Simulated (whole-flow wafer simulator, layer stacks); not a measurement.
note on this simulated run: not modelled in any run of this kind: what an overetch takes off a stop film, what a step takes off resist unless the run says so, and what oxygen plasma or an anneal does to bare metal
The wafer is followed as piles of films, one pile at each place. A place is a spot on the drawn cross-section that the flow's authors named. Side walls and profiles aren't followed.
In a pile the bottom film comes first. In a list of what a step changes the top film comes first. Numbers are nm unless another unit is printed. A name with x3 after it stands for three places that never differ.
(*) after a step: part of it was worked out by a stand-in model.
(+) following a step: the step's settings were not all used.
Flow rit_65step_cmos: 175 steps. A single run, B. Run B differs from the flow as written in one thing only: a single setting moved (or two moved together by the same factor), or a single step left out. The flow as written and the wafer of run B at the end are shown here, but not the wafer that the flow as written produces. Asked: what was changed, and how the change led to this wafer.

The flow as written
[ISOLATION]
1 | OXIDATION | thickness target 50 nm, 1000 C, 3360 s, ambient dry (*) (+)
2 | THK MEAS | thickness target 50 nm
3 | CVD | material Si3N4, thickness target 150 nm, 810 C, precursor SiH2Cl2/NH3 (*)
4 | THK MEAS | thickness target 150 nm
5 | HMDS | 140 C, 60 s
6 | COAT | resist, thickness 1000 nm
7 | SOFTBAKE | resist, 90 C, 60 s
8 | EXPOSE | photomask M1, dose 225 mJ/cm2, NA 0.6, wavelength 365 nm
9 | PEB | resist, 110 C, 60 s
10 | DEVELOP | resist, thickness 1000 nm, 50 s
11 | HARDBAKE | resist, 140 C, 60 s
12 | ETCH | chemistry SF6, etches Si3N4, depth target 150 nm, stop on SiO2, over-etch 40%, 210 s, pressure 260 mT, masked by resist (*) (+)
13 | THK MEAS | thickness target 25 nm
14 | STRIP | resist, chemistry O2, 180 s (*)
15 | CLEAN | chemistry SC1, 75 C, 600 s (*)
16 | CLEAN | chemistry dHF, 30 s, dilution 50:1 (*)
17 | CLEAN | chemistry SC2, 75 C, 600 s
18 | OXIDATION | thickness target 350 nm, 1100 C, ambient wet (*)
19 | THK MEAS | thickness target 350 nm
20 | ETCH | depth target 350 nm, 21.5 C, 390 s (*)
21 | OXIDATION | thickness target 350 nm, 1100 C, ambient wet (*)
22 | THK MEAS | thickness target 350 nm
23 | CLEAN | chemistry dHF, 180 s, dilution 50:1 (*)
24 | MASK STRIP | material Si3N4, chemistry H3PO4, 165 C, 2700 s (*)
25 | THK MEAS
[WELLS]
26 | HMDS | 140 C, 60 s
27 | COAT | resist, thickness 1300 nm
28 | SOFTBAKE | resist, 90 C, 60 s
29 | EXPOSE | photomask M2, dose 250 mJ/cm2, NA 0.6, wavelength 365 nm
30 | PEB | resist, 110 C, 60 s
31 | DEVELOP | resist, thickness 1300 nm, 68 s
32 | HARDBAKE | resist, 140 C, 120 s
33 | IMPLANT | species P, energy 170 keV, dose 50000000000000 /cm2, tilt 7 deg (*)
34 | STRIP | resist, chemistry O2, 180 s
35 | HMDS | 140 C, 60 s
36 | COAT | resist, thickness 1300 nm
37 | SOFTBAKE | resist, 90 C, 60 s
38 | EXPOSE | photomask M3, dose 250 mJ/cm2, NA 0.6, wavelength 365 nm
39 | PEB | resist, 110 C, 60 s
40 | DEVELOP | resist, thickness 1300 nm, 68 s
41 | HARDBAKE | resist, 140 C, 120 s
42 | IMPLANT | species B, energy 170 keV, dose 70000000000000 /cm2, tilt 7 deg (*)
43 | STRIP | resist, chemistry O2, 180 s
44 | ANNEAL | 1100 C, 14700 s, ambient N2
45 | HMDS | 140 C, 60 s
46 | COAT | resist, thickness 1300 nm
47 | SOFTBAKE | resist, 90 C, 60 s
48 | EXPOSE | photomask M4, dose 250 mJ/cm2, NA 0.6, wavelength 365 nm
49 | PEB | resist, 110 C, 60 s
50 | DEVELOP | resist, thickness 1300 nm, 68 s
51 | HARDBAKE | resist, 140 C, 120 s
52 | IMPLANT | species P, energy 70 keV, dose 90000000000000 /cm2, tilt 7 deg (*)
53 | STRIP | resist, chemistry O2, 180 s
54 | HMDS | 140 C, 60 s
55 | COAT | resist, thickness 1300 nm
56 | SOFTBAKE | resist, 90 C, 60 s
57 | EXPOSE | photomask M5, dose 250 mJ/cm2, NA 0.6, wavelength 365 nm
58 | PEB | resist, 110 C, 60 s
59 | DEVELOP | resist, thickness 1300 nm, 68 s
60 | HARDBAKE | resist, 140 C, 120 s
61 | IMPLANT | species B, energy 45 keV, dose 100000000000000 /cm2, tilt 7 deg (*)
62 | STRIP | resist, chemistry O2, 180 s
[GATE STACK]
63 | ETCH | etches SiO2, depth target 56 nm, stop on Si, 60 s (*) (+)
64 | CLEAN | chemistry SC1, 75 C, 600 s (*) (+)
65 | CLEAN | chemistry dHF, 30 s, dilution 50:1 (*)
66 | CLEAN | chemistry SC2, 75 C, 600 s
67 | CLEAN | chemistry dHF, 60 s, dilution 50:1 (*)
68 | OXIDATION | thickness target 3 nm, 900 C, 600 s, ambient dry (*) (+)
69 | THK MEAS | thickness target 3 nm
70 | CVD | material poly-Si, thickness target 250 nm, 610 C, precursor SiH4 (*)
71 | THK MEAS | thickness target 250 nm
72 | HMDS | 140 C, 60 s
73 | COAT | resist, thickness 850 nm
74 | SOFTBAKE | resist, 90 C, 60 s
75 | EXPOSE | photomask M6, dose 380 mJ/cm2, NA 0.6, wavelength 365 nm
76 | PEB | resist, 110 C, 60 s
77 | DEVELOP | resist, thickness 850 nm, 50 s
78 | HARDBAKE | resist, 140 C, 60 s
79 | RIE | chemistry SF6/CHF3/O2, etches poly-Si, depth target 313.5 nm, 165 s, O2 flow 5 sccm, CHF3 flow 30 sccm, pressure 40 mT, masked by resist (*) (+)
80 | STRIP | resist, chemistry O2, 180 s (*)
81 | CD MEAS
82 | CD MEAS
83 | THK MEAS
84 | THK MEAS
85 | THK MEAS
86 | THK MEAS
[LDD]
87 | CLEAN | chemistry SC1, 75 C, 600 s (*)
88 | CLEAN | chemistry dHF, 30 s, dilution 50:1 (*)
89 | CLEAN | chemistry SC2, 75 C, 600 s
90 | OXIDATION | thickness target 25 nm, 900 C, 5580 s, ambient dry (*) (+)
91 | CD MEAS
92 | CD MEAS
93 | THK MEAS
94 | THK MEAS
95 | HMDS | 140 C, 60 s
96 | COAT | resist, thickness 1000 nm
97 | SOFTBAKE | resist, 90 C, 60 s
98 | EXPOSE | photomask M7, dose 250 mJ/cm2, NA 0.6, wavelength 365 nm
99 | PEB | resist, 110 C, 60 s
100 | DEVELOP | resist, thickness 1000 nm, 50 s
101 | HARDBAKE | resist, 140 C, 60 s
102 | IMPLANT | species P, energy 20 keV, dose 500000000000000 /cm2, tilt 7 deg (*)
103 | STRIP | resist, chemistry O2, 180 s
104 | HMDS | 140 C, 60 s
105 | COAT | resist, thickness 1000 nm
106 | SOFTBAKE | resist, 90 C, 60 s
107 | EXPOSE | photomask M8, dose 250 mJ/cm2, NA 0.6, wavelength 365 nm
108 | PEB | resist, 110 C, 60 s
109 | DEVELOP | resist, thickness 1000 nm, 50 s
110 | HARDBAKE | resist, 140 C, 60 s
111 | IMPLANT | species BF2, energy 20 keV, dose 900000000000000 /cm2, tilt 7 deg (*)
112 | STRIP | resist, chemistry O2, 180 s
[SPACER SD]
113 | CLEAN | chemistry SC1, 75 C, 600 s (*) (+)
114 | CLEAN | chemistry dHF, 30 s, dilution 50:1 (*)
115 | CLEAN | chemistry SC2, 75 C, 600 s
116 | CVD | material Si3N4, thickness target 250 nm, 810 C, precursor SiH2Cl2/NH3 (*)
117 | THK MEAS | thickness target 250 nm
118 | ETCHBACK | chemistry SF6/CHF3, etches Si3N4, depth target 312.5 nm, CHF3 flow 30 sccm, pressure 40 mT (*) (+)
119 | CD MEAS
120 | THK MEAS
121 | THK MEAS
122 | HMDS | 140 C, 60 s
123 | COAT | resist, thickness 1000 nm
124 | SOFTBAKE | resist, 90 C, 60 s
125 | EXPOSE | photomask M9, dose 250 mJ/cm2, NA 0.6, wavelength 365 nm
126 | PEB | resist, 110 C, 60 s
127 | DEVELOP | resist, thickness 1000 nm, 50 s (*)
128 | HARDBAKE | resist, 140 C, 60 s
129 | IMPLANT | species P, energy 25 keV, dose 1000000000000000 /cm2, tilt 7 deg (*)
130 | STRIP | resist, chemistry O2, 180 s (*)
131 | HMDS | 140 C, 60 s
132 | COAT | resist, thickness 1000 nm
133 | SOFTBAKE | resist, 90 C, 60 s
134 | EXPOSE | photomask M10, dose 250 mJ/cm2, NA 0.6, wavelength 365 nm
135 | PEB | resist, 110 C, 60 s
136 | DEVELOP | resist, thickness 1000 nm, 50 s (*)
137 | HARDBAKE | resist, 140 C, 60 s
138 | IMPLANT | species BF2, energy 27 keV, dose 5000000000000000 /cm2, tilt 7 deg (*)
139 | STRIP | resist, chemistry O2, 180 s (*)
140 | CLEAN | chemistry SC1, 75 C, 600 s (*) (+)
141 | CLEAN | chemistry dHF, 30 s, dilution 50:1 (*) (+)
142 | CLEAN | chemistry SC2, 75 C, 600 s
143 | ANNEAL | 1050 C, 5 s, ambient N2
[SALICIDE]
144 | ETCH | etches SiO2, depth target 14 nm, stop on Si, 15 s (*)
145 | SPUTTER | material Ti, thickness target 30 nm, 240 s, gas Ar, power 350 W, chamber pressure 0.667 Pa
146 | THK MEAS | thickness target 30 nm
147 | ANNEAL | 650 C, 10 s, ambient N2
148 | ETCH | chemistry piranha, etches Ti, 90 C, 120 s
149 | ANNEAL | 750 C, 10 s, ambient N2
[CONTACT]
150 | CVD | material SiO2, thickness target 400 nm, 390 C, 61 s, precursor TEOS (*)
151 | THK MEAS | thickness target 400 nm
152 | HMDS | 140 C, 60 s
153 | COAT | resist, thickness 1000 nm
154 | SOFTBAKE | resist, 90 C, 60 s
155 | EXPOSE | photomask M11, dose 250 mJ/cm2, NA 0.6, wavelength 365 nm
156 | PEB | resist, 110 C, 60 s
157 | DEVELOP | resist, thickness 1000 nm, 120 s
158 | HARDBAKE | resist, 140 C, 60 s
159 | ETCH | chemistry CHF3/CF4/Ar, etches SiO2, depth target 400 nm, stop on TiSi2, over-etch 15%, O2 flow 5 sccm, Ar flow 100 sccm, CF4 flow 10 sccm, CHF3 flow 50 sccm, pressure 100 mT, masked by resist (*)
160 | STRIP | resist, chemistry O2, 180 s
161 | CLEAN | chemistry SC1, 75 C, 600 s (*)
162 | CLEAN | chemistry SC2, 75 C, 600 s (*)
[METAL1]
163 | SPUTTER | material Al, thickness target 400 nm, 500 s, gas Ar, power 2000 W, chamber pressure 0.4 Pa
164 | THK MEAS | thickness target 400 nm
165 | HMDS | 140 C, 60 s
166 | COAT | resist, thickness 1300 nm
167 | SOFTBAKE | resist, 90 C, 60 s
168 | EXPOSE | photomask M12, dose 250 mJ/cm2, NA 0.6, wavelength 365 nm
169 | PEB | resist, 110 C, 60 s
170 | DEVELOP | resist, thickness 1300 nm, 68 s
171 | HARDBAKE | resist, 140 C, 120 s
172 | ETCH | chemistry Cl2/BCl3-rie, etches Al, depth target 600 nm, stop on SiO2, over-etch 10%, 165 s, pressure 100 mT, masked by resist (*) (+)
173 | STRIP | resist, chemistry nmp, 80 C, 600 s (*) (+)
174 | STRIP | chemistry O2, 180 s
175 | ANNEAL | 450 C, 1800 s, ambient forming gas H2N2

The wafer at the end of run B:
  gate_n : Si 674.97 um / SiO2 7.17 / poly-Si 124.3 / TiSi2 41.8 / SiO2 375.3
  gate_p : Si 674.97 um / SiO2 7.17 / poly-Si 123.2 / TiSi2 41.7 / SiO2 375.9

Cause: step 145, SPUTTER: 192 s was run, while the flow as written has 240 s.

The path from the change to this, step by step:
  145 | SPUTTER | material Ti, thickness target 30 nm, 240 s, gas Ar, power 350 W, chamber pressure 0.667 Pa
      field, field_pw, field_nw, field_p, spacer, spacer_p: +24 Ti (new film) (as written it would have been: +30 Ti (new film))
      gate_n: +21.8 Ti (new film) (as written it would have been: +27.3 Ti (new film))
      (as well as at 1 more place)
  147 | ANNEAL | 650 C, 10 s, ambient N2
      gate_n: -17 Ti, +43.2 TiSi2 C49 (new film), -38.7 poly-Si (as written it would have been: -21.3 Ti, +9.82 TiSi first (new film), +39.5 TiSi2 C49 (new film), -41.9 poly-Si)
      gate_p: -16.9 Ti, +43.1 TiSi2 C49 (new film), -38.6 poly-Si (as written it would have been: -21.2 Ti, +9.56 TiSi first (new film), +39.6 TiSi2 C49 (new film), -41.9 poly-Si)
  148 | ETCH | chemistry piranha, etches Ti, 90 C, 120 s
      gate_n: -4.8 Ti (all of it), -0.11 TiSi2 C49 (as written it would have been: -6 Ti (all of it), -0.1 TiSi first)
      gate_p: -4.77 Ti (all of it), -0.11 TiSi2 C49 (as written it would have been: -5.97 Ti (all of it), -0.1 TiSi first)
      (as well as at 6 more places)
  149 | ANNEAL | 750 C, 10 s, ambient N2
      gate_n: +41.8 TiSi2 (new film), -43.1 TiSi2 C49 (all of it) (as written it would have been: +50.8 TiSi2 (new film), -9.72 TiSi first (all of it), -39.5 TiSi2 C49 (all of it), -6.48 poly-Si)
      gate_p: +41.7 TiSi2 (new film), -42.9 TiSi2 C49 (all of it) (as written it would have been: +50.6 TiSi2 (new film), -9.46 TiSi first (all of it), -39.6 TiSi2 C49 (all of it), -6.31 poly-Si)
